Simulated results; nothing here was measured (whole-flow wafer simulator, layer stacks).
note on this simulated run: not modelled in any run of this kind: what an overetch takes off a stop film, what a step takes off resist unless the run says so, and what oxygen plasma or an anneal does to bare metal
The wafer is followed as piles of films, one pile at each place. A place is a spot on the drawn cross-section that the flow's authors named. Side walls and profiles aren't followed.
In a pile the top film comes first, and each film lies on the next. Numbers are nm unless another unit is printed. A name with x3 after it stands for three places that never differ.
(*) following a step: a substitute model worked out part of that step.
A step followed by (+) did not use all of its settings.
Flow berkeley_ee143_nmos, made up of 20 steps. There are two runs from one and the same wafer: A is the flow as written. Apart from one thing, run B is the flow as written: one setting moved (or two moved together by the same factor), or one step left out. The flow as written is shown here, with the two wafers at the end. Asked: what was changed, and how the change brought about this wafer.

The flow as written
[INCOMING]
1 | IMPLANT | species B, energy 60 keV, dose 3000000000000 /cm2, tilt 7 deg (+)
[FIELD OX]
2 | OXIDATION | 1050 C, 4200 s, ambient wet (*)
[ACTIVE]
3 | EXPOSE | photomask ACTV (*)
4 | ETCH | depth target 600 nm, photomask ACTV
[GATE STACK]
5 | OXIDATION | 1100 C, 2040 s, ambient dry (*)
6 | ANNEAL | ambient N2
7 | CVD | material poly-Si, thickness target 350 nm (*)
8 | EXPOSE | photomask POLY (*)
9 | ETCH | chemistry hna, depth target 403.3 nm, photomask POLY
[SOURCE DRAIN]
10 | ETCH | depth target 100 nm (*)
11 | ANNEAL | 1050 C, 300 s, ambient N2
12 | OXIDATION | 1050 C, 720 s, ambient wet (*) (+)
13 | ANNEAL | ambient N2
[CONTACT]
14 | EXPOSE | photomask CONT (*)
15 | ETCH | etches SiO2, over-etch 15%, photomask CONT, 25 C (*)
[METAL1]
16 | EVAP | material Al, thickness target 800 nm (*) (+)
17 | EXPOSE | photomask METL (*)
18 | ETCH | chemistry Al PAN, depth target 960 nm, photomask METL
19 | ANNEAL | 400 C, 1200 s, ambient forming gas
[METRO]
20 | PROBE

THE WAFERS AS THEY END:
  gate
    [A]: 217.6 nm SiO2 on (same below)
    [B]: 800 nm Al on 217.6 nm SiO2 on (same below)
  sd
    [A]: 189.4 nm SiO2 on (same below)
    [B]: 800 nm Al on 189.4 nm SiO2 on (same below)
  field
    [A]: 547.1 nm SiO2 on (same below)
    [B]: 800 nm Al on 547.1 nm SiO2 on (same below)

The reason: step 18, ETCH: chemistry Al PAN, depth target 960 nm, photomask METL, was skipped.

The path from the change to this, step by step:
  (no step that both runs have acts differently)
If metal films that touch count as one body, gate has 1 body; the flow as written gives 0 bodies.
If metal films that touch count as one body, sd has 1 body; the flow as written gives 0 bodies.
If metal films that touch count as one body, field has 1 body; the flow as written gives 0 bodies.
